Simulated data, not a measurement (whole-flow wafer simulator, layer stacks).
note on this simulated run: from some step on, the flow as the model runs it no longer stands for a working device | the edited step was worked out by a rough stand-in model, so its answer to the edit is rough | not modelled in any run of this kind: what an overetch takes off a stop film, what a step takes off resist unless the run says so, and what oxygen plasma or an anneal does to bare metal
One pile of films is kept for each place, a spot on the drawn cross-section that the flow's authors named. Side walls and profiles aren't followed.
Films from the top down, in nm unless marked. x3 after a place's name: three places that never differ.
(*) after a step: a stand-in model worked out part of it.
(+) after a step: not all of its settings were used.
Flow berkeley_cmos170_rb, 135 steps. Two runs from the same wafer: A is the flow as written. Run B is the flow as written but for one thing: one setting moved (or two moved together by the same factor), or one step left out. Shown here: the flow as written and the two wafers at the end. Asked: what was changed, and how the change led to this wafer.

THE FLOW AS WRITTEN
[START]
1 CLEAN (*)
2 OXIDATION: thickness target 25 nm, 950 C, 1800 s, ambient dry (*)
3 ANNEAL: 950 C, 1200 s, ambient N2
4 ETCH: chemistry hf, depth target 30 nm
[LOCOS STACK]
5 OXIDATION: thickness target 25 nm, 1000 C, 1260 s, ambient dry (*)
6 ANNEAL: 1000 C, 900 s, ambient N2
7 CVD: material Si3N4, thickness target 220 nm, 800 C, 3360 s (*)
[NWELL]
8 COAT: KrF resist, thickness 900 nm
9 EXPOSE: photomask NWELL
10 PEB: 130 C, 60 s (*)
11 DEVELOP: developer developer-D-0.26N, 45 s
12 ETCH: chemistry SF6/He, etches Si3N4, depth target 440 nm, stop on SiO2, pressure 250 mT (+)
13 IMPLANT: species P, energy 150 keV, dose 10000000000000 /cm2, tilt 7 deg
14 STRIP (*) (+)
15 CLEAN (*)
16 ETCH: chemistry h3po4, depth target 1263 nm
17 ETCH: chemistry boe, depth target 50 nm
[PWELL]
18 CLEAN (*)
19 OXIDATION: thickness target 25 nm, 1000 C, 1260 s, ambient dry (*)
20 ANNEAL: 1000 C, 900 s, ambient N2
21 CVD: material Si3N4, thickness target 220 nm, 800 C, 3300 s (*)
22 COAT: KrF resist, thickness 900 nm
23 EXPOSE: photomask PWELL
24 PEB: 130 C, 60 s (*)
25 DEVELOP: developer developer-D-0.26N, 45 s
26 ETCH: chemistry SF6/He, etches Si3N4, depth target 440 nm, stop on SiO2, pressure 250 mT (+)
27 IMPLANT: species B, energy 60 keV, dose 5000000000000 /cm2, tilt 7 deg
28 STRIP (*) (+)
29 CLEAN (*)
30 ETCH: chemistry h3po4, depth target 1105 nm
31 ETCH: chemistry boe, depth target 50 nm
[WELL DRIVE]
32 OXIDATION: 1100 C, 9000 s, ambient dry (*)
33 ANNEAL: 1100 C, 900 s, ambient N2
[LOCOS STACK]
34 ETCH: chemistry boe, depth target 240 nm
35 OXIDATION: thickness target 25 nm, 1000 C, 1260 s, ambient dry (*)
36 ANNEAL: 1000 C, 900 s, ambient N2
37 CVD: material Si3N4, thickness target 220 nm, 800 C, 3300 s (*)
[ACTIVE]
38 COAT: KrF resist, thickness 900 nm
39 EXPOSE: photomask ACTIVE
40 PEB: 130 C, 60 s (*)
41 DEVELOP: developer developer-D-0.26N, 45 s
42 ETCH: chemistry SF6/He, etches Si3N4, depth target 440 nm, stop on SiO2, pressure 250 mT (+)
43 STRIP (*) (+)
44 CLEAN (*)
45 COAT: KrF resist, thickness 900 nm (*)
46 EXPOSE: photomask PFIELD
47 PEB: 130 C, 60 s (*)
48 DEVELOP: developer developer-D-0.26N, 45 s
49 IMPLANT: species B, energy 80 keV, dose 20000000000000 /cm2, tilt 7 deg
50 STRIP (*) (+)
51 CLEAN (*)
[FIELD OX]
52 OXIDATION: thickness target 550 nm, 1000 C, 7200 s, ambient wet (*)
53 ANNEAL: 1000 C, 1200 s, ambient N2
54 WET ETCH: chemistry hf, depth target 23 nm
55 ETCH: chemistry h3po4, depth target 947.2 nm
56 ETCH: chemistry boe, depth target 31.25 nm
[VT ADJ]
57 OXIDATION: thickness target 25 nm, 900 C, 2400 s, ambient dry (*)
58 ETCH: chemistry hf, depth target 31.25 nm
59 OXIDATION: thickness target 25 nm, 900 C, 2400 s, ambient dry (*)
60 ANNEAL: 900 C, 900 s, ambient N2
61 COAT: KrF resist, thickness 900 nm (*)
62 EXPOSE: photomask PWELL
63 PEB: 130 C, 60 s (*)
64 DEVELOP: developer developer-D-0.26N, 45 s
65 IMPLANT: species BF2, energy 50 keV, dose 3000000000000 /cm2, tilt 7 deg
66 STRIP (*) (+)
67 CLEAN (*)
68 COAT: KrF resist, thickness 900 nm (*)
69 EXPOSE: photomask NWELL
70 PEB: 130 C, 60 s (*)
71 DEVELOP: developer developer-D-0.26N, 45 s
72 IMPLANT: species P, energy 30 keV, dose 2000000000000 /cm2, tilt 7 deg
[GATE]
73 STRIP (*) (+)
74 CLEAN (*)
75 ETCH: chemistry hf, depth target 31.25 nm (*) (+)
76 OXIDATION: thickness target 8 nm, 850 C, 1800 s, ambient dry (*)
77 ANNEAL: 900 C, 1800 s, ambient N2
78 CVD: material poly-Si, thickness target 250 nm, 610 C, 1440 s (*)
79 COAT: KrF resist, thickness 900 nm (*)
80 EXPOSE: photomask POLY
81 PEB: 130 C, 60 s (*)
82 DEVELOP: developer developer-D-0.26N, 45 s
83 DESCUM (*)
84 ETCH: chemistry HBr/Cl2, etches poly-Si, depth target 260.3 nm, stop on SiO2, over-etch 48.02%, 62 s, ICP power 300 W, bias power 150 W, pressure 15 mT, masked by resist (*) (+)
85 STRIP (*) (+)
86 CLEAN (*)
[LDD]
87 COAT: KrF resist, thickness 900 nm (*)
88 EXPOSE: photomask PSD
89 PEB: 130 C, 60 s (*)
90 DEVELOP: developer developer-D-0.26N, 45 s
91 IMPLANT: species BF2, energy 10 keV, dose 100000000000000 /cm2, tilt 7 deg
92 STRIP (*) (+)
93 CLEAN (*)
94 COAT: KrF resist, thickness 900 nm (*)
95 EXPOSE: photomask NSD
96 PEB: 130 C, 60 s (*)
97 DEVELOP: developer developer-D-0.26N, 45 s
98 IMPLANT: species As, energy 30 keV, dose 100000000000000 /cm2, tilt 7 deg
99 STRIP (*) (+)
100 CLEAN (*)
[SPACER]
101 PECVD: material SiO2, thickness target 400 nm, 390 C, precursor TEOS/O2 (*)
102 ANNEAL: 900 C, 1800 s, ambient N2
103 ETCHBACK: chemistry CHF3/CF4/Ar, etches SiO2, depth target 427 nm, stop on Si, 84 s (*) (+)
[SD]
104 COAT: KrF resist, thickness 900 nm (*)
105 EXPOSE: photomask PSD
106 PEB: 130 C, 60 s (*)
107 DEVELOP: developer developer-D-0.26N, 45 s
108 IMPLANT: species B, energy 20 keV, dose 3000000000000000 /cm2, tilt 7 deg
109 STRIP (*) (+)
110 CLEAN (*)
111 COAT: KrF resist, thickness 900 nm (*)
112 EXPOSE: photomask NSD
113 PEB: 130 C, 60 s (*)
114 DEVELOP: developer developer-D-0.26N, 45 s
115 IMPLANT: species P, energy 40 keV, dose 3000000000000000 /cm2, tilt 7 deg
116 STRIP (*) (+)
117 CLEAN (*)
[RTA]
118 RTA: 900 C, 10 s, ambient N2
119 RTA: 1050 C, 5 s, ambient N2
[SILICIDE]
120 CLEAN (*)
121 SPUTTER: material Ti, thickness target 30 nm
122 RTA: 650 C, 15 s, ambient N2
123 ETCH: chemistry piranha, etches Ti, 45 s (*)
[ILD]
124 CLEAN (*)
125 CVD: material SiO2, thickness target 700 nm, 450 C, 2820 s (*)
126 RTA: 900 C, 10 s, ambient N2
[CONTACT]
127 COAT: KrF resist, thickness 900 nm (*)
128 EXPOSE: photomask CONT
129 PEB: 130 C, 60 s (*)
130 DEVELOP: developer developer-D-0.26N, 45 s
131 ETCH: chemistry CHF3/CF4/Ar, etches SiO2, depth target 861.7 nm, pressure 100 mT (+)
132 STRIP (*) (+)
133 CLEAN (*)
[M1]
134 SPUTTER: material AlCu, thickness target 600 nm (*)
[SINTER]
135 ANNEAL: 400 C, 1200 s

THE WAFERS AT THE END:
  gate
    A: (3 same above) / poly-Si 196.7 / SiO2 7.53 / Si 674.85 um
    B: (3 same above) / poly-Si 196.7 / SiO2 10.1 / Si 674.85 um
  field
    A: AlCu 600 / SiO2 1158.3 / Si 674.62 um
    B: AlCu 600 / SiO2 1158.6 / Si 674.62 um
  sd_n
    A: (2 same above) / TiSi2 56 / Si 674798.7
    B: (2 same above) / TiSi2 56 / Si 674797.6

The cause: step 76, OXIDATION: 2880 s was run, where the flow has 1800 s.

How the change led to this, step by step:
  76 OXIDATION: thickness target 8 nm, 850 C, 1800 s, ambient dry (*)
      sd_n, spacer_n, gate, sd_p, spacer_p, gate_p, contact, m1: A SiO2 +7.53 (new film), Si -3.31 | B SiO2 +10.1 (new film), Si -4.43
